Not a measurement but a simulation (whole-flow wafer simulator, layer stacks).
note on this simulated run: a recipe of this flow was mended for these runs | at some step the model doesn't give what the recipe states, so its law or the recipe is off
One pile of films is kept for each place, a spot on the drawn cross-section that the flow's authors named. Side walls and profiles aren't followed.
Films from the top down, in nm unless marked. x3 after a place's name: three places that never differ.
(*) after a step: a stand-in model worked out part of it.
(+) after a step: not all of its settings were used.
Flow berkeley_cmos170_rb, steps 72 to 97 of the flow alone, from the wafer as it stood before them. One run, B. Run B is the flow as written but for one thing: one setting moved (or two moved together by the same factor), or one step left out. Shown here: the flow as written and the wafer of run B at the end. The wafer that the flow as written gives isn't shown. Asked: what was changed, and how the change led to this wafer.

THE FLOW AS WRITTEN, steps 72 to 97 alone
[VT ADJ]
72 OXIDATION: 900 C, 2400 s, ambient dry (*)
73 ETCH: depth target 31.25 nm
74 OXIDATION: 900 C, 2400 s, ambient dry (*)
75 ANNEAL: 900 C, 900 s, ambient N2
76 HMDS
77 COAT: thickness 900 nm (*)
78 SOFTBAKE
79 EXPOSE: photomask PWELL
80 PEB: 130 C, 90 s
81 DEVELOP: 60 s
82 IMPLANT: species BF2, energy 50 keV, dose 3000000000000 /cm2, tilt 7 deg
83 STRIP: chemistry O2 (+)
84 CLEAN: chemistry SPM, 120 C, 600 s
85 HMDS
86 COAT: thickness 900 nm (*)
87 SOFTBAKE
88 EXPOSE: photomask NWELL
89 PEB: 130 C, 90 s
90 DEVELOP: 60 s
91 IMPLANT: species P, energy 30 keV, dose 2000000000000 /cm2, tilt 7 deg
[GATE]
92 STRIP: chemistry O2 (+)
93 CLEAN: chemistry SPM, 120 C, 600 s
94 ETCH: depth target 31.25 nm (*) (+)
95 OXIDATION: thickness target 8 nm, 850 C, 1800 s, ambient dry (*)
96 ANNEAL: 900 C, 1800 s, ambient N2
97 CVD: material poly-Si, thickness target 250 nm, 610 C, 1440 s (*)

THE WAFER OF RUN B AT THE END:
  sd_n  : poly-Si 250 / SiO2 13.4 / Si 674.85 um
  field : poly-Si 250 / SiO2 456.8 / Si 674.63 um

The cause: step 94, ETCH: depth target 6.25 nm was run, where the flow has depth target 31.25 nm.

How the change led to this, step by step:
  94 ETCH: depth target 31.25 nm (*) (+)
      sd_n, spacer_n, gate, sd_p, spacer_p, gate_p, contact, m1: SiO2 -6.25 (as written it would be: SiO2 -15 (all of it))
      field: SiO2 -6.25 (as written it would be: SiO2 -31.2)
  95 OXIDATION: thickness target 8 nm, 850 C, 1800 s, ambient dry (*)
      sd_n, spacer_n, gate, sd_p, spacer_p, gate_p, contact, m1: SiO2 +4.57, Si -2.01 (as written it would be: SiO2 +7.53 (new film), Si -3.31)
